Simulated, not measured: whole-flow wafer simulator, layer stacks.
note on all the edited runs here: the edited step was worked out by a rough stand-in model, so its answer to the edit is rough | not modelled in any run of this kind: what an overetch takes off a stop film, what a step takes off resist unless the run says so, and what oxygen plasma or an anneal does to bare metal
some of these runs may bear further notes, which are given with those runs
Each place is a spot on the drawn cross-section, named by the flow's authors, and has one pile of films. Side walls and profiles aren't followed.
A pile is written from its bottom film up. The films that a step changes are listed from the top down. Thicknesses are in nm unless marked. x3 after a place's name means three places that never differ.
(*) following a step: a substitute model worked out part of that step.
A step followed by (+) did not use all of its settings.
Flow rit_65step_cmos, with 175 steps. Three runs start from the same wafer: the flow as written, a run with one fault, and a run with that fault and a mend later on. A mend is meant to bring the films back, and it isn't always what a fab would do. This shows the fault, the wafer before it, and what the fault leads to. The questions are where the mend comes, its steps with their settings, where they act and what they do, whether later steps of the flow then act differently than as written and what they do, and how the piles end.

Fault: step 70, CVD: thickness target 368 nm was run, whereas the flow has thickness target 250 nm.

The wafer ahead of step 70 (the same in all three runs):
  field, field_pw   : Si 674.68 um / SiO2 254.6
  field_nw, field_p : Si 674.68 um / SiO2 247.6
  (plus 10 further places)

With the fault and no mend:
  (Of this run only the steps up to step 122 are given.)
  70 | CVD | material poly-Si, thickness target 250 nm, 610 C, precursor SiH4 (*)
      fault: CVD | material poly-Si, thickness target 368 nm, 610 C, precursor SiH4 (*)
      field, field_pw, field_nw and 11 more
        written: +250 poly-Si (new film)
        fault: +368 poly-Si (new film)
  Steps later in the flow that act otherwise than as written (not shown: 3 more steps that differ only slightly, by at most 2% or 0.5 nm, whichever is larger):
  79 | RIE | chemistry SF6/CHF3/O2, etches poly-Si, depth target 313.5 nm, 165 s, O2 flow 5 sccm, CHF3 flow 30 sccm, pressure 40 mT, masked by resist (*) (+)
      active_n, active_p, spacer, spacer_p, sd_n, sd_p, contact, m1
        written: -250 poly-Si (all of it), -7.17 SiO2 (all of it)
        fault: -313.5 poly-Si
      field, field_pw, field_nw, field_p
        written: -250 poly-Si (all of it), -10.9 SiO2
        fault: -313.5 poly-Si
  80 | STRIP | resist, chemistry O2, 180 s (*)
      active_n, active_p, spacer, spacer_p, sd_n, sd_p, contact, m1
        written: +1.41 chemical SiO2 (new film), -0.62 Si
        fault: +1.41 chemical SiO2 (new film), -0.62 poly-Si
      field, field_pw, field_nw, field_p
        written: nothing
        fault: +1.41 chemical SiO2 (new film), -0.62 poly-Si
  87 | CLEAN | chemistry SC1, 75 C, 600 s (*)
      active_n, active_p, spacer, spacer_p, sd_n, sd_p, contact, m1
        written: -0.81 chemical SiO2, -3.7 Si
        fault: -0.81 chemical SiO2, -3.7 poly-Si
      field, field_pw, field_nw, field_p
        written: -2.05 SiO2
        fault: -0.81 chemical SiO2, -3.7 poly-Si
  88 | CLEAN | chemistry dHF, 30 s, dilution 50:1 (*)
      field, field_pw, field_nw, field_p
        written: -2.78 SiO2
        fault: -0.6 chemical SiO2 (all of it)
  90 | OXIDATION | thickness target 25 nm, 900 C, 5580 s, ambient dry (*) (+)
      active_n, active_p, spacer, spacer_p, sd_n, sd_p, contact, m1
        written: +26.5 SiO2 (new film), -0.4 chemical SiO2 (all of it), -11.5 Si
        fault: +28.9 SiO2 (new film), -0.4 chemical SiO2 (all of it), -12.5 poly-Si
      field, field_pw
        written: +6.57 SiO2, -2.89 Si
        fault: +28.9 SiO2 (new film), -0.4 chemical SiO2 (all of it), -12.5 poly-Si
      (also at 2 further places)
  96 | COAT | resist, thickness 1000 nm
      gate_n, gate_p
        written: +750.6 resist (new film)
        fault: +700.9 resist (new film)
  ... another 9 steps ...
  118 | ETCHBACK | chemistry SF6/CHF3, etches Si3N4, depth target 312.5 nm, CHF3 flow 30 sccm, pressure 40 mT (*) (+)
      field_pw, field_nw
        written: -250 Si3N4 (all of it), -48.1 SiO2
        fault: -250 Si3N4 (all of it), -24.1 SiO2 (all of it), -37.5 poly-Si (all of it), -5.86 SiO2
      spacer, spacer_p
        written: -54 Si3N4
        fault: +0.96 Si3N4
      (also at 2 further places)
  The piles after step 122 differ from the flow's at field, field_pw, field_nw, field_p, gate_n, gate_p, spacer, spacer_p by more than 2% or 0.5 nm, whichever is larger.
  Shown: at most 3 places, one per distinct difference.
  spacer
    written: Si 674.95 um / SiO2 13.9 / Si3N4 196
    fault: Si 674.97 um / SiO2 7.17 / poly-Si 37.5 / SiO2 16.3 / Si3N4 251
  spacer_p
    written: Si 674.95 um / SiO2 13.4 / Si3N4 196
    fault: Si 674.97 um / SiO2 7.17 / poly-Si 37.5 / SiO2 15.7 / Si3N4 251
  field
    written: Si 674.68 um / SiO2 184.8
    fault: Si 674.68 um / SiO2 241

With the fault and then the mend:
  After step 71 comes the mend.
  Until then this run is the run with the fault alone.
  71a | ETCH | chemistry tmah, depth target 423.2 nm
      field, field_pw, field_nw and 11 more
        -368 poly-Si (all of it)
  71b | CLEAN | chemistry SC2, 75 C, 600 s (the flow's step 66 again)
      leaves every film unchanged at each place that is followed
  71c | CVD | material poly-Si, thickness target 250 nm, 610 C, precursor SiH4 (*) (the flow's step 70 again)
      field, field_pw, field_nw and 11 more
        +250 poly-Si (new film)
  Every later step of the flow that is run acts as written at every place that is followed.
  By the end, the piles equal the flow's at every place that both follow.
